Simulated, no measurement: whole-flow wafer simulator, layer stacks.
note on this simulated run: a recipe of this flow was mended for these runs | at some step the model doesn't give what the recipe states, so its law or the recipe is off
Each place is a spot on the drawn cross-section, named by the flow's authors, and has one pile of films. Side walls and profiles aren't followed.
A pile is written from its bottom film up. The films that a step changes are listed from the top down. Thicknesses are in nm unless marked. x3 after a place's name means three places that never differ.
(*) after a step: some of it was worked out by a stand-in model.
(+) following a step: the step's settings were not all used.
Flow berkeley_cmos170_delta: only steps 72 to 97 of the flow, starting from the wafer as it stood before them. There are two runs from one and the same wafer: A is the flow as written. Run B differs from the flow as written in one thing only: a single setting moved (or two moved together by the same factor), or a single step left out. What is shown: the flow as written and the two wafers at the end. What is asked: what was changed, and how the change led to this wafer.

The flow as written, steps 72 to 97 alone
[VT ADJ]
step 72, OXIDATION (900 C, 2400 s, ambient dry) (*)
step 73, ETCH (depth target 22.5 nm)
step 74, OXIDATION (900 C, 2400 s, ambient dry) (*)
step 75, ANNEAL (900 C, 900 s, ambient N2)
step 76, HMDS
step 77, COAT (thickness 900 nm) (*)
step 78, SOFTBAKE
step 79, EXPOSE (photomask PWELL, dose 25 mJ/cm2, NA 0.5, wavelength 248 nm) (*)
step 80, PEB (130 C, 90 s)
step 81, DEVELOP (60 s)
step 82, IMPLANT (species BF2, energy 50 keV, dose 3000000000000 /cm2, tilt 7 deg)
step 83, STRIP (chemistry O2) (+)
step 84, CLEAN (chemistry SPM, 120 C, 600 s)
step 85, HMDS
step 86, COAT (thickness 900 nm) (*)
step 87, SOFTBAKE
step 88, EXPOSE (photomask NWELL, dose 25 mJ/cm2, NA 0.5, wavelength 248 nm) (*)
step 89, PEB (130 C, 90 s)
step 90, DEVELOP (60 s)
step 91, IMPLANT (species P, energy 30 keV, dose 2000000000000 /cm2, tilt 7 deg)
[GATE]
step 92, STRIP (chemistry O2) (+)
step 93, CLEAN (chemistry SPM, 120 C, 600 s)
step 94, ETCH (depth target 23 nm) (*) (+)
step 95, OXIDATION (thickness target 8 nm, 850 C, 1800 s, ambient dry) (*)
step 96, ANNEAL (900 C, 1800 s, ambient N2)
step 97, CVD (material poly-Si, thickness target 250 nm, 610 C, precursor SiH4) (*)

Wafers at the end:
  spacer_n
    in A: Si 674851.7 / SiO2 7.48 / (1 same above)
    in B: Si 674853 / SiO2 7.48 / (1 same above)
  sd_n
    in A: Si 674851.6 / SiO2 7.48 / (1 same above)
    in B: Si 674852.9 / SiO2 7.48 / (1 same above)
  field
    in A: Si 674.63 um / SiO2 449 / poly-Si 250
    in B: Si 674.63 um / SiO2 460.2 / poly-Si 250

What caused this: step 73, ETCH: depth target 11.25 nm was run, while the flow as written has depth target 22.5 nm.

Step by step, how the change led to this:
  step 73, ETCH (depth target 22.5 nm)
      sd_n, spacer_n, gate, sd_p, spacer_p, gate_p, contact, m1: A -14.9 SiO2 (all of it) | B -11.2 SiO2
      field: A -22.5 SiO2 | B -11.2 SiO2
  step 74, OXIDATION (900 C, 2400 s, ambient dry) (*)
      sd_n, spacer_n, gate, sd_p, spacer_p, gate_p, contact, m1: A +14.9 SiO2 (new film), -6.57 Si | B +12 SiO2, -5.28 Si
  step 94, ETCH (depth target 23 nm) (*) (+)
      sd_n, spacer_n, gate, sd_p, spacer_p, gate_p, contact, m1: A -14.9 SiO2 (all of it) | B -15.7 SiO2 (all of it)
